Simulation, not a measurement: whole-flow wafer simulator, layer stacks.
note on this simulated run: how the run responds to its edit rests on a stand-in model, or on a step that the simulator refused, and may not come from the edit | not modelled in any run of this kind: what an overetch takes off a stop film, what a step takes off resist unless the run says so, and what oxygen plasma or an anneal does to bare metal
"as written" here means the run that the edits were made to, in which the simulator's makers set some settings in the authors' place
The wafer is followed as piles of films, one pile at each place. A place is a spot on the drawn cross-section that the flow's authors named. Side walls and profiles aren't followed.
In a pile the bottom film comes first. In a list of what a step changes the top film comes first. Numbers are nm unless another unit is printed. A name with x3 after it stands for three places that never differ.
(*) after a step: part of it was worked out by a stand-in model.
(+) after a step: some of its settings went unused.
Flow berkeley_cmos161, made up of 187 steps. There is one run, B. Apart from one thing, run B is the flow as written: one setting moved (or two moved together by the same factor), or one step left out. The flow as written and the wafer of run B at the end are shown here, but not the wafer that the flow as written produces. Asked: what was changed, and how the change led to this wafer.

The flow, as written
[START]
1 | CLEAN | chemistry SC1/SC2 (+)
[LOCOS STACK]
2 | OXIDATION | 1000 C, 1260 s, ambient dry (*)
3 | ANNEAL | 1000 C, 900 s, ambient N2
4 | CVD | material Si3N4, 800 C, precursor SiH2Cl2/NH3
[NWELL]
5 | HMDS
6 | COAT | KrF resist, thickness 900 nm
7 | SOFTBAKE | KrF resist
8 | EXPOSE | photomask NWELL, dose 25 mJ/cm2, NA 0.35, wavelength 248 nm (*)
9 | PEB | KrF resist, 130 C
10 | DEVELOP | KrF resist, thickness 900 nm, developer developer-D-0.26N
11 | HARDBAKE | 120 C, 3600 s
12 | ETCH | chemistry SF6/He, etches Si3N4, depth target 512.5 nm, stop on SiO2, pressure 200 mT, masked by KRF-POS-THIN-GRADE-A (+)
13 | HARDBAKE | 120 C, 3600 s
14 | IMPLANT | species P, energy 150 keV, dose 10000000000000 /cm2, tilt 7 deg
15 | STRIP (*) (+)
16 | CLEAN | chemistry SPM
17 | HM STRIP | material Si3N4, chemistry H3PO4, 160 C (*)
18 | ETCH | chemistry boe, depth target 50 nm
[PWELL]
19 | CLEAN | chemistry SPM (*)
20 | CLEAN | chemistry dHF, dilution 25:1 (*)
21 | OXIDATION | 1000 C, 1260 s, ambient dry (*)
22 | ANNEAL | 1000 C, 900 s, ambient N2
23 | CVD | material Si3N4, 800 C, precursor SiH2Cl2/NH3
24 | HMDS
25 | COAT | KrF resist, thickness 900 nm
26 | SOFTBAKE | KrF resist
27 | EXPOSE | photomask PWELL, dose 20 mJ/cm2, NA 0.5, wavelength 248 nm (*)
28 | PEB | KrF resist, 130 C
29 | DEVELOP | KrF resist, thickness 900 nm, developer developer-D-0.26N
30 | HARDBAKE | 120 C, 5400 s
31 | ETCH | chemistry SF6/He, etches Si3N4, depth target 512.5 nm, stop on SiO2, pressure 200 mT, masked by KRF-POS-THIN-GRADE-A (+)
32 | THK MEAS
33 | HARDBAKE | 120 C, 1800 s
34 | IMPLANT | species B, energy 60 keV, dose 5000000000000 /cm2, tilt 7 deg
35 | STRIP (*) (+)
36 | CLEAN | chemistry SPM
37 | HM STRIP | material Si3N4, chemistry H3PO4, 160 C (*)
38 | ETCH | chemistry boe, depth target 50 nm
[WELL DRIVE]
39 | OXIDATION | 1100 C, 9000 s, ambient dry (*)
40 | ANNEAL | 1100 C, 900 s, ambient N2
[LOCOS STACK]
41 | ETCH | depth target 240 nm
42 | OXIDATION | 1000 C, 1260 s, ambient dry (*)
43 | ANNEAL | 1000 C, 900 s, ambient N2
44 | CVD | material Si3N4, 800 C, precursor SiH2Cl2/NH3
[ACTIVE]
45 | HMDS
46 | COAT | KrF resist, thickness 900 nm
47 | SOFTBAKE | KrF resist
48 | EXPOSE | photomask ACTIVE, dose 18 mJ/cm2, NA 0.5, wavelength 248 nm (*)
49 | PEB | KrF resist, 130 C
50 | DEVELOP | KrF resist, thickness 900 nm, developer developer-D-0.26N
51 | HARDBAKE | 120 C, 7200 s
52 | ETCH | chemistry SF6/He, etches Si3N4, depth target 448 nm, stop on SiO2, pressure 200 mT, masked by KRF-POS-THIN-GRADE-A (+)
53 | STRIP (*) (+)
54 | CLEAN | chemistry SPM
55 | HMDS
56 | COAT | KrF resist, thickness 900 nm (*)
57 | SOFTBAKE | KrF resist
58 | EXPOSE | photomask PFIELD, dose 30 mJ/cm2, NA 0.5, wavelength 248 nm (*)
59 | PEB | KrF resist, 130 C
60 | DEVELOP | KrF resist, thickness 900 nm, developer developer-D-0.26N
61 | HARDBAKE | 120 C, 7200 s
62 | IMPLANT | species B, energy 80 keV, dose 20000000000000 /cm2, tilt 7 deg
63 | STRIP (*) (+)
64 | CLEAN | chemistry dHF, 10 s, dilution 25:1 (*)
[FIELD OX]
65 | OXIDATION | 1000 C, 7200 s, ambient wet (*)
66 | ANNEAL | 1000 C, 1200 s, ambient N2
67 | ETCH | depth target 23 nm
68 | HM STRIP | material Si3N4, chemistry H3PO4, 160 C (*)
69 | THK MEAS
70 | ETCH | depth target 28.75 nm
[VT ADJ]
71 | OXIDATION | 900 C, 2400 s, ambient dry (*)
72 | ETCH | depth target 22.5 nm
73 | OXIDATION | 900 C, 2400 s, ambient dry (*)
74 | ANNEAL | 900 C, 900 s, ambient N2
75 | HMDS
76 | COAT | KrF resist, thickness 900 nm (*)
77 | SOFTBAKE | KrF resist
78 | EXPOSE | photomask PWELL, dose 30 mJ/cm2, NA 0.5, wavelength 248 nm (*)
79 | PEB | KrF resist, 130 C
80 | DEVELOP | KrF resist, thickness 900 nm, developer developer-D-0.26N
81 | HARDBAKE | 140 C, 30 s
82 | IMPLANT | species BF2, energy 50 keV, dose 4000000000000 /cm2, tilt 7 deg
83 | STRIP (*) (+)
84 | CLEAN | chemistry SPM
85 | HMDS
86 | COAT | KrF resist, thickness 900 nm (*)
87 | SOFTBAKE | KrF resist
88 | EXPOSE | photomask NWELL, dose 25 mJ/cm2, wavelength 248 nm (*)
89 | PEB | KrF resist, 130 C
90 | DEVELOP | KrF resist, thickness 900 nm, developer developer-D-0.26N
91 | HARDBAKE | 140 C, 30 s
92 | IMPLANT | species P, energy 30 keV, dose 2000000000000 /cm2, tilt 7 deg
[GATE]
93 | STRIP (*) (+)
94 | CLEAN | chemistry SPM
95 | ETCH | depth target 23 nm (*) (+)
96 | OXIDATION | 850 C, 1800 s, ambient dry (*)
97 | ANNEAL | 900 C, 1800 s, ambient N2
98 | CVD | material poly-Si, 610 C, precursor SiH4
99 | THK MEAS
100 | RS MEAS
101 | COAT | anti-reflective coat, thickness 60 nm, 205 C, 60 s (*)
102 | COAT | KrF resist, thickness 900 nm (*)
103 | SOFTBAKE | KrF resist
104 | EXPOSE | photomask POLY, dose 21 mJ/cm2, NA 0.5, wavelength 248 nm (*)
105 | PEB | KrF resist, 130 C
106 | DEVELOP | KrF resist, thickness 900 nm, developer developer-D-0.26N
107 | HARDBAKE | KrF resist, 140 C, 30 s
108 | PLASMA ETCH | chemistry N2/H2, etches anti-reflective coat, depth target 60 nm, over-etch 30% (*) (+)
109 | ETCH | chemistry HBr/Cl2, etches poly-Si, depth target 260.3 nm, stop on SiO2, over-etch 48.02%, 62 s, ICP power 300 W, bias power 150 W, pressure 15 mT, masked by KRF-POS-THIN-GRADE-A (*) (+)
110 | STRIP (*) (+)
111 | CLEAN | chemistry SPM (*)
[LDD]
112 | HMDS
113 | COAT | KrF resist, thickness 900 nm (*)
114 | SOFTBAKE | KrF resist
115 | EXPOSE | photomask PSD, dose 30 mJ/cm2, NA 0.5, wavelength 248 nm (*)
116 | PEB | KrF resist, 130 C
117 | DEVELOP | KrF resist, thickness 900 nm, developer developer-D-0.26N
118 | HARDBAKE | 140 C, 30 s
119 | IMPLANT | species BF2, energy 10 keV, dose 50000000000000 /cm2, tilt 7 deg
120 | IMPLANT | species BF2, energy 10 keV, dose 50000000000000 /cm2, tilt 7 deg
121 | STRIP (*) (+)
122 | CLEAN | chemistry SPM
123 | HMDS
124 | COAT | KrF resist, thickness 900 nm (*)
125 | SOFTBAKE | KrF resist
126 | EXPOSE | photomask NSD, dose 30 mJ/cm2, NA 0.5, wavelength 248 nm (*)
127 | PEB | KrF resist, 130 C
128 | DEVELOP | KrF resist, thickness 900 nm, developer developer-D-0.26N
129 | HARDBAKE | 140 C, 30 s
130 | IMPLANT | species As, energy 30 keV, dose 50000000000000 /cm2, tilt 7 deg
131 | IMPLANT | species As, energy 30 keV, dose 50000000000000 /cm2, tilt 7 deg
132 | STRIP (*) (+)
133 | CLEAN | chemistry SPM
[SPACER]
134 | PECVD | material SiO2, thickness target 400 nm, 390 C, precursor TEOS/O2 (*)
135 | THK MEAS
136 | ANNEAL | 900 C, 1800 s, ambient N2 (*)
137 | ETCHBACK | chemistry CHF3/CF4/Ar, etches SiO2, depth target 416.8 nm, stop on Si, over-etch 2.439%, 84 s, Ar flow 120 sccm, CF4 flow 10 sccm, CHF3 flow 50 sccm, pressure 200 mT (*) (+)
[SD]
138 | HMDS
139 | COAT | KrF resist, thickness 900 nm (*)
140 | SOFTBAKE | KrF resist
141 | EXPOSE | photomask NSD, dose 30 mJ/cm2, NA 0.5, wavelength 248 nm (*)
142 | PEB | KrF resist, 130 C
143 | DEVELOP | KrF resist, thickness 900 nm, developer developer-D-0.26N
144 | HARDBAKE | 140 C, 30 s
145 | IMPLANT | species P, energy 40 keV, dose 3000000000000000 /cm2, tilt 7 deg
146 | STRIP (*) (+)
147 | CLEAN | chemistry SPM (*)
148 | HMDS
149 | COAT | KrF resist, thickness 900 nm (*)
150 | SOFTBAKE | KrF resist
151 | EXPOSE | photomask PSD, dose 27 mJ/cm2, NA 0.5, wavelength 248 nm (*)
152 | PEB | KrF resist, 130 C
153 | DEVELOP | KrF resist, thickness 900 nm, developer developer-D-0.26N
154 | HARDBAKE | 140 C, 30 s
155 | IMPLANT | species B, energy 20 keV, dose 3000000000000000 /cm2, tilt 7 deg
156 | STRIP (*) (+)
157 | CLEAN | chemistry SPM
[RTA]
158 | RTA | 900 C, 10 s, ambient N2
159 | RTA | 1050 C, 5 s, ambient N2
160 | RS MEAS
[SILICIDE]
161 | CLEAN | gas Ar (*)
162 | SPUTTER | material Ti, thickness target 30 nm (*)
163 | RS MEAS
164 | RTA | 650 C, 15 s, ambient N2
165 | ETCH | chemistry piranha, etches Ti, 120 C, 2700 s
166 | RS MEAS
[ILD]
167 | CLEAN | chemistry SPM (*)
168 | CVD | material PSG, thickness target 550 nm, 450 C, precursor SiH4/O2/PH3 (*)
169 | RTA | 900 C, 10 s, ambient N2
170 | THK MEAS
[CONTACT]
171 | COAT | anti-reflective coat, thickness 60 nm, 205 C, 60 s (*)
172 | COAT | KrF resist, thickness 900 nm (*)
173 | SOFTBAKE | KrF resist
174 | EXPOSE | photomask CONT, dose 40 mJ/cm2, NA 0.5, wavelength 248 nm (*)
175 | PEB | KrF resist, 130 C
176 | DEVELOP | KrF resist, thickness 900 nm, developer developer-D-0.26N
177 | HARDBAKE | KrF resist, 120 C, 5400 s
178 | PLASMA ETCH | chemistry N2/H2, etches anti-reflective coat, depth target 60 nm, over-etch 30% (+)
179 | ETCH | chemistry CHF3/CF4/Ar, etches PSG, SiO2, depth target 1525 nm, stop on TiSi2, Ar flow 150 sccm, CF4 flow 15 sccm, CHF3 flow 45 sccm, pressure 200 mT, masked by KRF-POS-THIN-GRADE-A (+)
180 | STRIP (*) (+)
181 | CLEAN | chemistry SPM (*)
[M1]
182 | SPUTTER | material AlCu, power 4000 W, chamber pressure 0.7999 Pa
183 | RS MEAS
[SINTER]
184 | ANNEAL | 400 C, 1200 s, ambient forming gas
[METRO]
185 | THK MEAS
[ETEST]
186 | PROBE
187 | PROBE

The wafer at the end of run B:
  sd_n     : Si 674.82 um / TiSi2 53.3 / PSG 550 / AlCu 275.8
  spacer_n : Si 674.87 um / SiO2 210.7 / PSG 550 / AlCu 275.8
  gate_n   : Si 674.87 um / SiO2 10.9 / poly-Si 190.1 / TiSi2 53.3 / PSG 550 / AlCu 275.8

What caused this: step 41, ETCH: depth target 149 nm was run, while the flow as written has depth target 240 nm.

The path from the change to this, step by step:
  41 | ETCH | depth target 240 nm
      field, sd_n, spacer_n and 6 more: -149 SiO2 (as written it would have been: -197.6 SiO2 (all of it))
  42 | OXIDATION | 1000 C, 1260 s, ambient dry (*)
      field, sd_n, spacer_n and 6 more: +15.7 SiO2, -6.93 Si (as written it would have been: +26.6 SiO2 (new film), -11.7 Si)
  65 | OXIDATION | 1000 C, 7200 s, ambient wet (*)
      spacer_n, gate_n, spacer_p, gate_p, m1: +12.1 SiO2 (new film), -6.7 Si3N4, +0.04 SiO2 (as written it would have been: +12.1 SiO2 (new film), -6.7 Si3N4)
      contact: +12.1 SiO2 (new film), -6.7 Si3N4, +0.06 SiO2 (as written it would have been: +12.1 SiO2 (new film), -6.7 Si3N4)
      (as well as at 3 more places)
  70 | ETCH | depth target 28.75 nm
      spacer_n, gate_n, spacer_p, gate_p, contact, m1: -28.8 SiO2 (as written it would have been: -24.8 SiO2 (all of it))
      sd_n: -28.8 SiO2 (as written it would have been: -25 SiO2 (all of it))
      (as well as at 1 more place)
  71 | OXIDATION | 900 C, 2400 s, ambient dry (*)
      spacer_n, gate_n, spacer_p, gate_p, contact, m1: +9.11 SiO2, -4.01 Si (as written it would have been: +14.9 SiO2 (new film), -6.57 Si)
      sd_n: +8.55 SiO2, -3.76 Si (as written it would have been: +14.9 SiO2 (new film), -6.57 Si)
      (as well as at 1 more place)
  72 | ETCH | depth target 22.5 nm
      sd_n, spacer_n, gate_n, sd_p, spacer_p, gate_p, contact, m1: -22.5 SiO2 (as written it would have been: -14.9 SiO2 (all of it))
  73 | OXIDATION | 900 C, 2400 s, ambient dry (*)
      spacer_n, gate_n, spacer_p, gate_p, m1: +8.43 SiO2, -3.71 Si (as written it would have been: +14.9 SiO2 (new film), -6.57 Si)
      sd_n: +7.88 SiO2, -3.47 Si (as written it would have been: +14.9 SiO2 (new film), -6.57 Si)
      (as well as at 2 more places)
  95 | ETCH | depth target 23 nm (*) (+)
      sd_n, spacer_n, gate_n, sd_p, spacer_p, gate_p, contact, m1: -23 SiO2 (as written it would have been: -14.9 SiO2 (all of it))
  96 | OXIDATION | 850 C, 1800 s, ambient dry (*)
      spacer_n, gate_n, spacer_p, gate_p, contact, m1: +5 SiO2, -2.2 Si (as written it would have been: +7.48 SiO2 (new film), -3.29 Si)
      sd_n: +4.11 SiO2, -1.81 Si (as written it would have been: +7.48 SiO2 (new film), -3.29 Si)
      (as well as at 1 more place)
  101 | COAT | anti-reflective coat, thickness 60 nm, 205 C, 60 s (*)
      sd_n: +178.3 anti-reflective coat (new film) (as written it would have been: +173.5 anti-reflective coat (new film))
      gate_p: +28.8 anti-reflective coat (new film) (as written it would have been: +27.9 anti-reflective coat (new film))
      (as well as at 2 more places)
  108 | PLASMA ETCH | chemistry N2/H2, etches anti-reflective coat, depth target 60 nm, over-etch 30% (*) (+)
      sd_n: -178.3 anti-reflective coat (all of it), -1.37 poly-Si (as written it would have been: -173.5 anti-reflective coat (all of it), -1.33 poly-Si)
      contact: -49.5 anti-reflective coat (all of it), -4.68 poly-Si (as written it would have been: -51 anti-reflective coat (all of it), -4.48 poly-Si)
      (as well as at 1 more place)
  110 | STRIP (*) (+)
      gate_p: +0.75 chemical SiO2 (new film), -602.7 KrF resist (all of it), -28.8 anti-reflective coat (all of it), -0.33 poly-Si (as written it would have been: +0.75 chemical SiO2 (new film), -598.2 KrF resist (all of it), -27.9 anti-reflective coat (all of it), -0.33 poly-Si)
  137 | ETCHBACK | chemistry CHF3/CF4/Ar, etches SiO2, depth target 416.8 nm, stop on Si, over-etch 2.439%, 84 s, Ar flow 120 sccm, CF4 flow 10 sccm, CHF3 flow 50 sccm, pressure 200 mT (*) (+)
      sd_n: -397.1 SiO2 (all of it) (as written it would have been: -387.9 SiO2 (all of it))
      sd_p: -381.9 SiO2 (all of it) (as written it would have been: -373.4 SiO2 (all of it))
  171 | COAT | anti-reflective coat, thickness 60 nm, 205 C, 60 s (*)
      sd_n: +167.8 anti-reflective coat (new film) (as written it would have been: +149.7 anti-reflective coat (new film))
      sd_p: +94.1 anti-reflective coat (new film) (as written it would have been: +91.6 anti-reflective coat (new film))
      (as well as at 1 more place)
  180 | STRIP (*) (+)
      sd_n: -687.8 KrF resist (all of it), -167.8 anti-reflective coat (all of it) (as written it would have been: -692.5 KrF resist (all of it), -149.7 anti-reflective coat (all of it))
      sd_p: -787.3 KrF resist (all of it), -94.1 anti-reflective coat (all of it) (as written it would have been: -777.2 KrF resist (all of it), -91.6 anti-reflective coat (all of it))
      (as well as at 1 more place)
  182 | SPUTTER | material AlCu, power 4000 W, chamber pressure 0.7999 Pa
      sd_p: +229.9 AlCu (new film) (as written it would have been: +234.7 AlCu (new film))
